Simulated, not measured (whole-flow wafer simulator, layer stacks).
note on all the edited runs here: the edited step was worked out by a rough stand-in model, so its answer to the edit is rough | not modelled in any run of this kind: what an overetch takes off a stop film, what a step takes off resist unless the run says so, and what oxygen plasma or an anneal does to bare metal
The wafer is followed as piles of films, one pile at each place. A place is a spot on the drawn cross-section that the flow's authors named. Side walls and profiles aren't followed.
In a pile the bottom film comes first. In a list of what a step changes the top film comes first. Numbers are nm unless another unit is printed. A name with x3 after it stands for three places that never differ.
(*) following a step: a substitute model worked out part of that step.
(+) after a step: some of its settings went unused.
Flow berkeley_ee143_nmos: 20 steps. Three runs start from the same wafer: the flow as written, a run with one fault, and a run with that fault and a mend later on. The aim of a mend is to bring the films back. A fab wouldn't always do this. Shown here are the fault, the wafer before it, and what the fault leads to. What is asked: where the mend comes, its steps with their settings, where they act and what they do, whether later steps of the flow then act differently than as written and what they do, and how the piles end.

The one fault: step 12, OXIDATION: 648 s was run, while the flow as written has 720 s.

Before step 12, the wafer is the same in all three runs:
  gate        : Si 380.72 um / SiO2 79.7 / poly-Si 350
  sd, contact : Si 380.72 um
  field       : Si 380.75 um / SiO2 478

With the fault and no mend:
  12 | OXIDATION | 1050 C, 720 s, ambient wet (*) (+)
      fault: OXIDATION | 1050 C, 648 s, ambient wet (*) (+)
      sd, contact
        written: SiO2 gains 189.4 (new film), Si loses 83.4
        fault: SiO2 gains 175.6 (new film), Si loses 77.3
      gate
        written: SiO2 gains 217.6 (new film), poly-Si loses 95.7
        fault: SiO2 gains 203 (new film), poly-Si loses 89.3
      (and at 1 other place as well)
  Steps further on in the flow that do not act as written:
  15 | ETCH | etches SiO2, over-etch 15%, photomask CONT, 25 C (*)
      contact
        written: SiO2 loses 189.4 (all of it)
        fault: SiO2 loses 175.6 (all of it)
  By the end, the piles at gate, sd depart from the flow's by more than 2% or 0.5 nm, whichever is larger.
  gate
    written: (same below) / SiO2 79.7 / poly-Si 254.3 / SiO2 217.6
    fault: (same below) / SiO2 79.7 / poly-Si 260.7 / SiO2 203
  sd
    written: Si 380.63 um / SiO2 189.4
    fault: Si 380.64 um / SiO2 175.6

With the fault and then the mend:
  The mend follows step 12.
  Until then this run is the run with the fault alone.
  12a | OXIDATION | 1050 C, 72 s, ambient wet (*) (+) (the flow's step 12, run once more with other settings)
      sd, contact
        SiO2 gains 13.8, Si loses 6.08
      gate
        SiO2 gains 14.6, poly-Si loses 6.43
      field
        SiO2 gains 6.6, Si loses 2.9
  None of the later steps of the flow acts differently than as written at any place that is followed.
  By the end, the piles equal the flow's at every place that both follow.
